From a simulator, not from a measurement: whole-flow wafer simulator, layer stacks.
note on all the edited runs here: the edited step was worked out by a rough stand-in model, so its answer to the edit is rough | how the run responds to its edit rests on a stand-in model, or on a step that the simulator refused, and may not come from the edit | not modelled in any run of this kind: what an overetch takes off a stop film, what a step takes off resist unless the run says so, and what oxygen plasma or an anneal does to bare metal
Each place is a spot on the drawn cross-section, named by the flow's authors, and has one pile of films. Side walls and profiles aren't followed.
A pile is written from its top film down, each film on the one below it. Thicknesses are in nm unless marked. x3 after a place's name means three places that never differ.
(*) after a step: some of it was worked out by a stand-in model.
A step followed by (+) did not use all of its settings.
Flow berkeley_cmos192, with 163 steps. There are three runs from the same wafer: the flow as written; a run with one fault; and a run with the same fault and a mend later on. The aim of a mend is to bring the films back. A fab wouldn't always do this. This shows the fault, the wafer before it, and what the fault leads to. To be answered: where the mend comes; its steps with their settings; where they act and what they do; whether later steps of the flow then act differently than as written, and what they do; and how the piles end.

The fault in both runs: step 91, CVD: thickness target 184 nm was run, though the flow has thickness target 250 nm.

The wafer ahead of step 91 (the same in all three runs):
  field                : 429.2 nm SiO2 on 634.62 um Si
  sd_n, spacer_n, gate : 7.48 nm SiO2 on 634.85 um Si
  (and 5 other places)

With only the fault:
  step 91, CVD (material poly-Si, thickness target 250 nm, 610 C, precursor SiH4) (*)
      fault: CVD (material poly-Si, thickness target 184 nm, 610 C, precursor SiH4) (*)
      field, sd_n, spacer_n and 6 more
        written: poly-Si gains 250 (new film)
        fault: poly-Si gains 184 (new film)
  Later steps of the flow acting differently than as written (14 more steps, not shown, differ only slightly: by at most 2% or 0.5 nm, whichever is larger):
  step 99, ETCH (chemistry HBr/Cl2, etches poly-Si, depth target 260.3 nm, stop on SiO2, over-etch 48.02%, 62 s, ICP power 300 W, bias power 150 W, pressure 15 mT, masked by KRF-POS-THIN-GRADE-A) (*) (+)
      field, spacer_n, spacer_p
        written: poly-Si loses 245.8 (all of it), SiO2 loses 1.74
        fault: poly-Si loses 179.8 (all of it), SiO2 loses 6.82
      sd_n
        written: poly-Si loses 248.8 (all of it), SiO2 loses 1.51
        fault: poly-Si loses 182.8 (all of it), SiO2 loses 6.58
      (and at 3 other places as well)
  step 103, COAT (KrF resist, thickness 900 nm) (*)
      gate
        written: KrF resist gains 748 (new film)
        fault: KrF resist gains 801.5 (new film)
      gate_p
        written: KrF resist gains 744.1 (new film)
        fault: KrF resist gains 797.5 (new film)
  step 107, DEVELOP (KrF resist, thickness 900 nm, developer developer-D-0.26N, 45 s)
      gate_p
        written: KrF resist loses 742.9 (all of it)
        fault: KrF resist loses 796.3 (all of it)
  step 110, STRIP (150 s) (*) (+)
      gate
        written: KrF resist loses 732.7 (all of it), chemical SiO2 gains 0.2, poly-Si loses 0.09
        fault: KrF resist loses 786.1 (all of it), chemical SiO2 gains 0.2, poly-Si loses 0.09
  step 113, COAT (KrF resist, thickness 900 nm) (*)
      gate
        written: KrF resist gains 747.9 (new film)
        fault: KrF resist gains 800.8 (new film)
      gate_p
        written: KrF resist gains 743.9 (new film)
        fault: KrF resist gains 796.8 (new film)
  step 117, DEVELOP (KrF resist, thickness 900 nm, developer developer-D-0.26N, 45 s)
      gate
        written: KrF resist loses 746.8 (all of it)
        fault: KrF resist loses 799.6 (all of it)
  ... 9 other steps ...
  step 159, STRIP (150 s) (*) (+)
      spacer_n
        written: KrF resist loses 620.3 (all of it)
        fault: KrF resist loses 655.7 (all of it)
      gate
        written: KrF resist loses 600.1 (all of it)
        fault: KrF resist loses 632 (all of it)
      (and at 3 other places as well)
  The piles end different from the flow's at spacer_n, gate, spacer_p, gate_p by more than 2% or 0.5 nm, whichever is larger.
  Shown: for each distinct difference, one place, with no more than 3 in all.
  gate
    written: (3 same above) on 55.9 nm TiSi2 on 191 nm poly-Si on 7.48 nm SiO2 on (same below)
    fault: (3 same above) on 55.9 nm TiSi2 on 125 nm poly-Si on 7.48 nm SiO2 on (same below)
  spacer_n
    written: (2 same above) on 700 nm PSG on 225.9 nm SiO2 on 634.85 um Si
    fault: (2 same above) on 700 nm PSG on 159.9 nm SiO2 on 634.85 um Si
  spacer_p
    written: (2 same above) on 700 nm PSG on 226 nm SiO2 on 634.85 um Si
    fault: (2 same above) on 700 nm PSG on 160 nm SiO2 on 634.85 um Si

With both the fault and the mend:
  The mend stands after step 91.
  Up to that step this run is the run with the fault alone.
  step 91a, CVD (material poly-Si, thickness target 66 nm, 610 C, precursor SiH4) (*) (the flow's step 91, run once more with other settings)
      field, sd_n, spacer_n and 6 more
        poly-Si gains 66
  Every later step of the flow that is run acts as written, at every place that is followed, to within 2% or 0.5 nm, whichever is larger.
  By the end, the piles equal the flow's at every place that both follow.
